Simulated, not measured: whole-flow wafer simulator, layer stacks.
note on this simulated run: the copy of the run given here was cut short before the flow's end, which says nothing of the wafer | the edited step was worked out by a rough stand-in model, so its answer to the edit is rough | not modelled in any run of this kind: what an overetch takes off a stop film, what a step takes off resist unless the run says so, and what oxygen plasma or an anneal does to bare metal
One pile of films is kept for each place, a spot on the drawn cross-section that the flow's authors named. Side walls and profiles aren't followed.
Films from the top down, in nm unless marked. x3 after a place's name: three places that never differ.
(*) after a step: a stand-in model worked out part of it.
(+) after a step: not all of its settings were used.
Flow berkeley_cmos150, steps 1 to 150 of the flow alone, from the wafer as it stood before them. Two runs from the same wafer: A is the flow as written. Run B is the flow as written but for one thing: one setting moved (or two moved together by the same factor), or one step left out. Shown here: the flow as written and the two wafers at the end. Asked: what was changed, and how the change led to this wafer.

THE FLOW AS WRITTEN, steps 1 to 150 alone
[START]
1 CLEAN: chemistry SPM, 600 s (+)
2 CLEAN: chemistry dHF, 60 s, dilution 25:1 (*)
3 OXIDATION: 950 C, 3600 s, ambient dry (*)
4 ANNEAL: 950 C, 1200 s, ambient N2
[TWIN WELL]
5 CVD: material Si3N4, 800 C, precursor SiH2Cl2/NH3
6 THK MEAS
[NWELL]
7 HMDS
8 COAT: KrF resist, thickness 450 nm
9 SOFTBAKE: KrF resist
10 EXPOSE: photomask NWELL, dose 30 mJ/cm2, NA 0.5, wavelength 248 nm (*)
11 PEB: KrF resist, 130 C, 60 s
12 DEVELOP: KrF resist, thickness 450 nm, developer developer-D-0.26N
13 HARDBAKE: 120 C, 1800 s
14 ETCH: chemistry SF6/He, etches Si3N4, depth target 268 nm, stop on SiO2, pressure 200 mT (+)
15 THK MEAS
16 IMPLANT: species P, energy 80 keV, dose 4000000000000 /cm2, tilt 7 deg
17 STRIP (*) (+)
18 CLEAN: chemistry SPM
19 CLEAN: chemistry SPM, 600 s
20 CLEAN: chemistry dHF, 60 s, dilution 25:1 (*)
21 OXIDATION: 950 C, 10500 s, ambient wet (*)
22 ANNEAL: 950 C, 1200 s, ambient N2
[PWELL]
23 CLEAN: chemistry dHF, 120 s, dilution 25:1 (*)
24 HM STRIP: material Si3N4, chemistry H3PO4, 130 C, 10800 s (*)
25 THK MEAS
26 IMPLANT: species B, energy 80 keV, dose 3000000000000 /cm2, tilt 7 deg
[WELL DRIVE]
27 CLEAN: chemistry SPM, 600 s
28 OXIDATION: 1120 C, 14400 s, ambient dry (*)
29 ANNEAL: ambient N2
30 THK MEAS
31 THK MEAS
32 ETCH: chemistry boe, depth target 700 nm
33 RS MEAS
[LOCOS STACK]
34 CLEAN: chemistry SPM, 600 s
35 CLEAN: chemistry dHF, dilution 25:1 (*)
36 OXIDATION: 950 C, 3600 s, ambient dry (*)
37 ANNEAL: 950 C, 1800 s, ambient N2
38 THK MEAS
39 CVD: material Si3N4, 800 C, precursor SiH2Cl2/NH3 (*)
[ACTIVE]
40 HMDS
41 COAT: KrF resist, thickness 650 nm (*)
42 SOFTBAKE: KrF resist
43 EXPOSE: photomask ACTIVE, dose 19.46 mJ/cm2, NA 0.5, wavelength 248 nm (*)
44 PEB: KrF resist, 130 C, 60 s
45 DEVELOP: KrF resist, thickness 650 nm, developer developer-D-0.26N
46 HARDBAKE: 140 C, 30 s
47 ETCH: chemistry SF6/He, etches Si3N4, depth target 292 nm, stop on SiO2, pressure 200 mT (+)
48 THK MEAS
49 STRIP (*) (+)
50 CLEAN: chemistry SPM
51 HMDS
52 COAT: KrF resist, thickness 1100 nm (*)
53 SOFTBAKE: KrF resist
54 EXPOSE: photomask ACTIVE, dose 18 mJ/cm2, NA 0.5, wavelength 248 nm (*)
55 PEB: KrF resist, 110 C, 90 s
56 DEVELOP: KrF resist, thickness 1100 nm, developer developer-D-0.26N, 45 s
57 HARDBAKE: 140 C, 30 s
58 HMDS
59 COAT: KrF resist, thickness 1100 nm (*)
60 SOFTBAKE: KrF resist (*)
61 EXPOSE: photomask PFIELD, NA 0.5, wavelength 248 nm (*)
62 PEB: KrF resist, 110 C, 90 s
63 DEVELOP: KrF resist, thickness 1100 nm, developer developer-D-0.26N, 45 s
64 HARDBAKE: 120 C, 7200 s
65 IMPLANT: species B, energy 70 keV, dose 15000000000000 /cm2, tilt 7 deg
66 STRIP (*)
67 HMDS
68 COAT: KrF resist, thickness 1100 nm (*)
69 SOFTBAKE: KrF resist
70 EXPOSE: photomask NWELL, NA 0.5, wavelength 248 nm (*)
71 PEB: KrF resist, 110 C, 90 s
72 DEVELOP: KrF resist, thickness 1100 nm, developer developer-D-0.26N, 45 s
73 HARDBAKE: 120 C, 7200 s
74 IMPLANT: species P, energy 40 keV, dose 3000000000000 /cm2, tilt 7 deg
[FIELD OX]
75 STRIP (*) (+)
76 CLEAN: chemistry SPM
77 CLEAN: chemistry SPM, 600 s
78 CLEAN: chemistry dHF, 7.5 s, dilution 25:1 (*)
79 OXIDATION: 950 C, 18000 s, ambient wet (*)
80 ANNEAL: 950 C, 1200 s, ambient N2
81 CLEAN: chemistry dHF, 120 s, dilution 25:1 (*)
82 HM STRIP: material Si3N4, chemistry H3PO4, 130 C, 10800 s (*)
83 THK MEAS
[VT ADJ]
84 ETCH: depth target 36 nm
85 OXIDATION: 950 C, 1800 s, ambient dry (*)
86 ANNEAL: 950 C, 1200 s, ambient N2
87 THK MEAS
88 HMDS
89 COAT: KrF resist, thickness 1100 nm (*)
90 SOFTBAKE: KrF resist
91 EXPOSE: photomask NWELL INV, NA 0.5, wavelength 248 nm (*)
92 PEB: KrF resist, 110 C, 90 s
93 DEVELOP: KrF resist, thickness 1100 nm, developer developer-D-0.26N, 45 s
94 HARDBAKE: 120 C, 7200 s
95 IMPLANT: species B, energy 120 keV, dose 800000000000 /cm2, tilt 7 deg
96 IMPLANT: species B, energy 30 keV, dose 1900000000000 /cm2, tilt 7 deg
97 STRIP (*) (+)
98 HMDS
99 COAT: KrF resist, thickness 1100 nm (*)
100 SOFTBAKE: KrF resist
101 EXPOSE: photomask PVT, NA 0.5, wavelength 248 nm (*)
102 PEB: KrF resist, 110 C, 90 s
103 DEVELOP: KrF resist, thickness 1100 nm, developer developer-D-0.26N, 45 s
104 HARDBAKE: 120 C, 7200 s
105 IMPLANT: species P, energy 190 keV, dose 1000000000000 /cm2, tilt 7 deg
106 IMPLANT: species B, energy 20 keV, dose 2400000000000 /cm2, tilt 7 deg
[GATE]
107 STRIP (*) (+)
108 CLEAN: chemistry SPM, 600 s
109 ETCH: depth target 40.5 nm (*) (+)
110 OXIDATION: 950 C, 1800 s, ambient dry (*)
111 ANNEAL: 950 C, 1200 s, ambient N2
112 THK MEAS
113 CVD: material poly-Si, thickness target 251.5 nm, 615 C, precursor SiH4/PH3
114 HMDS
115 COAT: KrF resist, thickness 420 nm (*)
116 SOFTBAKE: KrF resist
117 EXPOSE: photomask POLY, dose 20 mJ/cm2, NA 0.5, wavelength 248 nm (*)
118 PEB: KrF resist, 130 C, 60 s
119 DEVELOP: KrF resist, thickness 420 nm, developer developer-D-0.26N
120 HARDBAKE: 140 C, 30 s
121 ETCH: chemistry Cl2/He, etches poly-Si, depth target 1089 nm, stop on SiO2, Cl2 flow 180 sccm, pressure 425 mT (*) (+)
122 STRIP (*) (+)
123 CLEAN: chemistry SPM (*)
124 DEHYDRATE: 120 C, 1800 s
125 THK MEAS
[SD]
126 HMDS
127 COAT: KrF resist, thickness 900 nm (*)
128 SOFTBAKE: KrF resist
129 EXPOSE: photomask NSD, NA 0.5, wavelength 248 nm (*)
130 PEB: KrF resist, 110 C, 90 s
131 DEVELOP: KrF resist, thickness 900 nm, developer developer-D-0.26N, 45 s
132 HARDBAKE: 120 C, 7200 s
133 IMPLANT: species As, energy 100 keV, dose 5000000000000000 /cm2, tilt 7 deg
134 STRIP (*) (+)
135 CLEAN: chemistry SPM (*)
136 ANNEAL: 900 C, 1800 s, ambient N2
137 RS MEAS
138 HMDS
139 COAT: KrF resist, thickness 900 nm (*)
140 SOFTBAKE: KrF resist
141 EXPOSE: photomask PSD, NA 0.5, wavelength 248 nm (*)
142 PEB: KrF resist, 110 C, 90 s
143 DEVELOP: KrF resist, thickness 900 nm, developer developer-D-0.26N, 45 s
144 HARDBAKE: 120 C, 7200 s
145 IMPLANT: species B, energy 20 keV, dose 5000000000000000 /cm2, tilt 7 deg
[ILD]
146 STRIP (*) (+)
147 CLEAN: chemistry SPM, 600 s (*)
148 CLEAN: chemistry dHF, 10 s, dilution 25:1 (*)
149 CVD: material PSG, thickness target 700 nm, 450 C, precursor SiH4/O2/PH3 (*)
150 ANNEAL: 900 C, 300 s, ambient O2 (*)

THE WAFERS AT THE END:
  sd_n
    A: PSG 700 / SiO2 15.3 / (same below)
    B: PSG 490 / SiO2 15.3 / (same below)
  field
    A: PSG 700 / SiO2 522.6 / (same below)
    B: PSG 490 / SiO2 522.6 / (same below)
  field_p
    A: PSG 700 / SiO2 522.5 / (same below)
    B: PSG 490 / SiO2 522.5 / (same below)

The cause: step 149, CVD: thickness target 490 nm was run, where the flow has thickness target 700 nm.
It can be read off the wafer: sd_n has PSG 490, and step 149 as written asks for 700 nm.

How the change led to this, step by step:
  149 CVD: material PSG, thickness target 700 nm, 450 C, precursor SiH4/O2/PH3 (*)
      field, field_p, sd_n, gate_n, gate_p, contact, m1: A PSG +700 (new film) | B PSG +490 (new film)
      sd_p: A PSG +639.5 (new film) | B PSG +451.9 (new film)
